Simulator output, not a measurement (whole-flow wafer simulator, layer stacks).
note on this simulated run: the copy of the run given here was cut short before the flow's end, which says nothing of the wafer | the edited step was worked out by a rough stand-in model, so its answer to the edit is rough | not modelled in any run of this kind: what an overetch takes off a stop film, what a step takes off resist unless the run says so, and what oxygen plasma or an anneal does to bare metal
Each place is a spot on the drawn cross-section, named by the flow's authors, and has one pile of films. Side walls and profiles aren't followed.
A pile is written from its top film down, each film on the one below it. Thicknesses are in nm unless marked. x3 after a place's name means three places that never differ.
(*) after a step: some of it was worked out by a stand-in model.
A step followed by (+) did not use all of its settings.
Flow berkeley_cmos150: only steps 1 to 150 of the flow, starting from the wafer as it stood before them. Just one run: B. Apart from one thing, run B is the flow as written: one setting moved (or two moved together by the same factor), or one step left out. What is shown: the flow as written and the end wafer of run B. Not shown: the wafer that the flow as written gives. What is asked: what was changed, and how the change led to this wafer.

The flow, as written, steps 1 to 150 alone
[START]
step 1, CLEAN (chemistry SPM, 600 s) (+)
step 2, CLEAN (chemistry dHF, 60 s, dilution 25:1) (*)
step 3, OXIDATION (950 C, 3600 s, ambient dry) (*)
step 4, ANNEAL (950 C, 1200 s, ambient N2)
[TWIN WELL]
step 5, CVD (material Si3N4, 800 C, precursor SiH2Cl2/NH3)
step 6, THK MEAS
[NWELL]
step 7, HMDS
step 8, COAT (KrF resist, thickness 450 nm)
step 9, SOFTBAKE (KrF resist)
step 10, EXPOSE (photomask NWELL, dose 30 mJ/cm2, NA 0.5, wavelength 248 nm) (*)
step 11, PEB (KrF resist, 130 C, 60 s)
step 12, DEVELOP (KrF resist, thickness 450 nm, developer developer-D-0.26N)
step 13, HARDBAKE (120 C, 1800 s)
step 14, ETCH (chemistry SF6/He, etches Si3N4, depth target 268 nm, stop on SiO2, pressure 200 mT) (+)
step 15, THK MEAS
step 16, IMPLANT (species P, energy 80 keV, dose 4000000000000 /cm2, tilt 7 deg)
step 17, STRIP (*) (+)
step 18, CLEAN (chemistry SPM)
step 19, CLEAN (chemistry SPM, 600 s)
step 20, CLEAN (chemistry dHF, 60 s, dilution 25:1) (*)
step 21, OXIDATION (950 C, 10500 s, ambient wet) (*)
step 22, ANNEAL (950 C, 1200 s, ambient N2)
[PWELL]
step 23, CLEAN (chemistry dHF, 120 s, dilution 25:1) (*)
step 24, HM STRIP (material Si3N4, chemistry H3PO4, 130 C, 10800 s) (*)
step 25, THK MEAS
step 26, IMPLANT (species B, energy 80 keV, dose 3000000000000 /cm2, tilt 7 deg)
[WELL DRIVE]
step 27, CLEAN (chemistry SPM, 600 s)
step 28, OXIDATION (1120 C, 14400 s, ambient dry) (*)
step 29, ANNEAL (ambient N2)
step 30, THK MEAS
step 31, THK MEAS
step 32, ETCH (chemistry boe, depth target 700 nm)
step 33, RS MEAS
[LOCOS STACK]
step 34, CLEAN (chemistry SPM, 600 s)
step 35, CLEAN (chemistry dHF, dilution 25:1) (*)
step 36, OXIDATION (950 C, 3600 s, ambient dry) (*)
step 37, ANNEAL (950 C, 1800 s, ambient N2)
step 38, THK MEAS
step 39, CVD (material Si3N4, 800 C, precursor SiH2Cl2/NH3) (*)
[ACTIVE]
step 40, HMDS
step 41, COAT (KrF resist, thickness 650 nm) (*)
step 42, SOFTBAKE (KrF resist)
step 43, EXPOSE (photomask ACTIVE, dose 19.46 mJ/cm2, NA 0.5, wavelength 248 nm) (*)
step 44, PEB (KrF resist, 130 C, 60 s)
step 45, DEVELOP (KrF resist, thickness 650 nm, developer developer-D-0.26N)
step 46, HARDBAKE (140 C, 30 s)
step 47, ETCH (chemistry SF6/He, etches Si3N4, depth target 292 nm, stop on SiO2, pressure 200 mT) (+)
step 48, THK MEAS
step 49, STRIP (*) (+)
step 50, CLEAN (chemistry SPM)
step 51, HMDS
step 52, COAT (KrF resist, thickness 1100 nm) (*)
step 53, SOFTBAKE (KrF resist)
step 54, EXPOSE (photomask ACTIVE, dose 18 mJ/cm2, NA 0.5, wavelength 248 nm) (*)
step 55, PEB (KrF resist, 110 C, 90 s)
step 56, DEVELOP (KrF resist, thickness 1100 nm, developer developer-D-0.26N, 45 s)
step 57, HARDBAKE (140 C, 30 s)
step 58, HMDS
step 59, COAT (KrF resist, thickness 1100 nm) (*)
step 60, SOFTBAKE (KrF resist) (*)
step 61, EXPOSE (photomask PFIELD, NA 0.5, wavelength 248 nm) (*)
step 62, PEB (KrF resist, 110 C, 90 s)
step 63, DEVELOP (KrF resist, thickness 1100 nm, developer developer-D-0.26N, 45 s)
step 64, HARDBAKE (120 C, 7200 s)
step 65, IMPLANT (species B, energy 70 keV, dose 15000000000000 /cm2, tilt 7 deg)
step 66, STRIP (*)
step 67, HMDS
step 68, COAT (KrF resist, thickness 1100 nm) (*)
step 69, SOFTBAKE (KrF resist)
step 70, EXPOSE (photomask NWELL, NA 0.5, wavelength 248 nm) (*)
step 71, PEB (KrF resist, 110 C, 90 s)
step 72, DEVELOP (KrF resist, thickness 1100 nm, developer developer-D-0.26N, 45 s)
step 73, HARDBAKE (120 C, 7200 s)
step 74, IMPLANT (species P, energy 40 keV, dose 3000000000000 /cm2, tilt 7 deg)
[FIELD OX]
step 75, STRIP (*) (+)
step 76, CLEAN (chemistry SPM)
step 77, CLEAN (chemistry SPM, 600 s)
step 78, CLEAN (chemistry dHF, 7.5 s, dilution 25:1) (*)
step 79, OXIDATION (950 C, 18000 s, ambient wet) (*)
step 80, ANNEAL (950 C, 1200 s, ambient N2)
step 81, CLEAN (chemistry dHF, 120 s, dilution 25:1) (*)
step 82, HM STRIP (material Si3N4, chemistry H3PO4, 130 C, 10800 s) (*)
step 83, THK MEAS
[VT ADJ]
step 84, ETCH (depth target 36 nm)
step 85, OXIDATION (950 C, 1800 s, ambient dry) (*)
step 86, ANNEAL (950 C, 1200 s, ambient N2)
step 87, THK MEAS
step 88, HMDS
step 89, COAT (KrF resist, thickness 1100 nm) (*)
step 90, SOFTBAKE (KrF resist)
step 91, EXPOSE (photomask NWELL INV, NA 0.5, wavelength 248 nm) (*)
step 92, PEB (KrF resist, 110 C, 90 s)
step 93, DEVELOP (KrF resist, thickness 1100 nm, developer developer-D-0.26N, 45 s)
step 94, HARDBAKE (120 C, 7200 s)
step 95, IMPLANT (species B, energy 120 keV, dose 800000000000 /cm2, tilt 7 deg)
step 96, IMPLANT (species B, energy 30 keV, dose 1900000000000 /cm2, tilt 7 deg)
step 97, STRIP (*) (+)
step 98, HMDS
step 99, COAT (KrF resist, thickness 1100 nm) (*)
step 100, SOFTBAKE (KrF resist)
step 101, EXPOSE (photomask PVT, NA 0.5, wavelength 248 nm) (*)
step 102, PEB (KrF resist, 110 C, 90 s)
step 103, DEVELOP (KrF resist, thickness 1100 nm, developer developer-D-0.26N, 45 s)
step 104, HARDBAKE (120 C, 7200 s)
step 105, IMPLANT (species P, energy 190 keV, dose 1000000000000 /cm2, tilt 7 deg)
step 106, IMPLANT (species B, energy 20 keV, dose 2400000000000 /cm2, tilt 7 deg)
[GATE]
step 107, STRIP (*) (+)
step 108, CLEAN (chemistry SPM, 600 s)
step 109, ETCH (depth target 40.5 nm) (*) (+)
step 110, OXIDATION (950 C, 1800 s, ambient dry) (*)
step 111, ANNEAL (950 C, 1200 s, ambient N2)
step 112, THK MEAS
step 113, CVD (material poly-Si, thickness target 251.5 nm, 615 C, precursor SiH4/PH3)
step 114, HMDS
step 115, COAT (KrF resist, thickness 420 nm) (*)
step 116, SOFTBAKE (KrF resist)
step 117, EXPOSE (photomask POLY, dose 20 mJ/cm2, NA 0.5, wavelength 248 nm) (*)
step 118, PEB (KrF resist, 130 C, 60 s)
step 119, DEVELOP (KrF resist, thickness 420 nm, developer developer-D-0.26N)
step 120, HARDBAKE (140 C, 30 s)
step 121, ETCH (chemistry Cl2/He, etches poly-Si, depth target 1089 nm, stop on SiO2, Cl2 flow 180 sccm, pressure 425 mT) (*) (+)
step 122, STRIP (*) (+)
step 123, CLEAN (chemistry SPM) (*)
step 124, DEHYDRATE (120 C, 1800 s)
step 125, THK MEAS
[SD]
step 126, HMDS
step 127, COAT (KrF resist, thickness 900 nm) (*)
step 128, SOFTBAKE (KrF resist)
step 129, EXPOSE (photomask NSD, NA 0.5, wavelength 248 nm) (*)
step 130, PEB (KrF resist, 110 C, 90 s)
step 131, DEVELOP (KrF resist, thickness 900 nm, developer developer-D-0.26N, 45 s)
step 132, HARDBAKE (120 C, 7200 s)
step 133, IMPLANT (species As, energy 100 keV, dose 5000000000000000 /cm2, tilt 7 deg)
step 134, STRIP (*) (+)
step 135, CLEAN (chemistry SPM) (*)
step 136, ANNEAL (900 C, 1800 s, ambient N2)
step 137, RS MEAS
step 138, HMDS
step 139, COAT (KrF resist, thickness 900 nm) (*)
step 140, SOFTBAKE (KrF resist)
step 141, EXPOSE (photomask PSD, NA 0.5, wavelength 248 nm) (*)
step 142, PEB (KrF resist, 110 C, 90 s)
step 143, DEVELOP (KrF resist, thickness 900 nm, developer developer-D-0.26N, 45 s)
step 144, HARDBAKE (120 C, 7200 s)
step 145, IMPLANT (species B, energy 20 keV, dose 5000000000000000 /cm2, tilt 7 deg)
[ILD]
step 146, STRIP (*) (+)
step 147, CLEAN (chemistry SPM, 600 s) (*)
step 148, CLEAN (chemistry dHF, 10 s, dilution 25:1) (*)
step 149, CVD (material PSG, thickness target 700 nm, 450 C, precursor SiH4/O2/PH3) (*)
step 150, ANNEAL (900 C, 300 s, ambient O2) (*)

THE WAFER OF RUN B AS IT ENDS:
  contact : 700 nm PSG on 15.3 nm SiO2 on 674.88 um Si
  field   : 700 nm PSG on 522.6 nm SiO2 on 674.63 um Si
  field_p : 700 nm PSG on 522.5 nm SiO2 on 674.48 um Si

The reason: step 28, OXIDATION: 7920 s was run, while the flow as written has 14400 s.

Step by step, how the change led to this:
  step 28, OXIDATION (1120 C, 14400 s, ambient dry) (*)
      field, sd_n, gate_n, contact, m1: SiO2 gains 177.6, Si loses 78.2 (as written it would have been: SiO2 gains 261.5, Si loses 115.1)
      field_p, sd_p, gate_p: SiO2 gains 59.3, Si loses 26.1 (as written it would have been: SiO2 gains 103.6, Si loses 45.6)
  step 32, ETCH (chemistry boe, depth target 700 nm)
      field, sd_n, gate_n, contact, m1: SiO2 loses 207.2 (all of it) (as written it would have been: SiO2 loses 291.1 (all of it))
      field_p, sd_p, gate_p: SiO2 loses 511.2 (all of it) (as written it would have been: SiO2 loses 555.5 (all of it))
